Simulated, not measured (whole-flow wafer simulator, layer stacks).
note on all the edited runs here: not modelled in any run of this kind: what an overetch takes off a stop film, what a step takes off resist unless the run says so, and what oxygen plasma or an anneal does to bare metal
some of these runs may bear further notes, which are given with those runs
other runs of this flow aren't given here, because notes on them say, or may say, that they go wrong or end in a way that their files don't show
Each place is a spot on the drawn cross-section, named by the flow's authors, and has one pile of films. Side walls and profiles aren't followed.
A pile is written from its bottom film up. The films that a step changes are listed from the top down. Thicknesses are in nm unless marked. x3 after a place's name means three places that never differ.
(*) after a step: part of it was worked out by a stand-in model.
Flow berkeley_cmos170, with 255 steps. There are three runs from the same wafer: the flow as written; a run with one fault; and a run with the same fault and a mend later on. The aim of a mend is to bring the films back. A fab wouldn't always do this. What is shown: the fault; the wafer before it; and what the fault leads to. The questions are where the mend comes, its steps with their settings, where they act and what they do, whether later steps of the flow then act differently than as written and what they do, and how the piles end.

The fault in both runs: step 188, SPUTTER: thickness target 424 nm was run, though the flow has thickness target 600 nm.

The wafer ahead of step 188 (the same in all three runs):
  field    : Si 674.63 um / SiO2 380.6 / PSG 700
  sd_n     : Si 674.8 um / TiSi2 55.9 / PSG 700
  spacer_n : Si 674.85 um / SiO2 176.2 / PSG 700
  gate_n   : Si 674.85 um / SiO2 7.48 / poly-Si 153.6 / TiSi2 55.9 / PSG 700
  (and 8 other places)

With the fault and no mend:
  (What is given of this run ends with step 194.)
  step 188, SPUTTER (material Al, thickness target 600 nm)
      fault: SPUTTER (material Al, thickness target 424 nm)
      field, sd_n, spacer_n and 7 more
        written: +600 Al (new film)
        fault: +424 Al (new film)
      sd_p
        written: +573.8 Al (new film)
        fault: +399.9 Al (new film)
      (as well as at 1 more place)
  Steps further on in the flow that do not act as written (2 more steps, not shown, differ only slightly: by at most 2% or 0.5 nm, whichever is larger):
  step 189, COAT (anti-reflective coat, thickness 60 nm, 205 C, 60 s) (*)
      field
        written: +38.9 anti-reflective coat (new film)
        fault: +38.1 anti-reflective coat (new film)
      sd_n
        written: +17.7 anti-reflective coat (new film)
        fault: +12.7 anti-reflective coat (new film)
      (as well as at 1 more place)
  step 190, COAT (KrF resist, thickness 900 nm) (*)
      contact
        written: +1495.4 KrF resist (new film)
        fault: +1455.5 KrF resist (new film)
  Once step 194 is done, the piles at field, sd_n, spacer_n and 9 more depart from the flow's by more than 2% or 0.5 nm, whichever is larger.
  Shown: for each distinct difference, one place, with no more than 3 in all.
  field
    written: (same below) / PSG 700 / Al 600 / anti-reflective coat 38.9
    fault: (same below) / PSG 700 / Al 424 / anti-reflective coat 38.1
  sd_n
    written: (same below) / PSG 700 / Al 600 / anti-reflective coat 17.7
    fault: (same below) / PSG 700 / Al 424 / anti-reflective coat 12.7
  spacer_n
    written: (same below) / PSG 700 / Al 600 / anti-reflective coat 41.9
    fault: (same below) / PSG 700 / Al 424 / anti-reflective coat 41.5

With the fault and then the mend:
  After step 188 comes the mend.
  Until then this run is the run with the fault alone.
  step 188a, ETCH (chemistry al pan, depth target 487.3 nm)
      field, sd_n, spacer_n and 7 more
        -424 Al (all of it)
      sd_p
        -399.9 Al (all of it)
      contact
        -297.5 Al (all of it)
  step 188b, SPUTTER (material Al, thickness target 600 nm) (the flow's step 188 again)
      field, sd_n, spacer_n and 7 more
        +600 Al (new film)
      sd_p
        +573.8 Al (new film)
      contact
        +415.7 Al (new film)
  None of the later steps of the flow acts differently than as written at any place that is followed.
  By the end, the piles equal the flow's at every place that both follow.
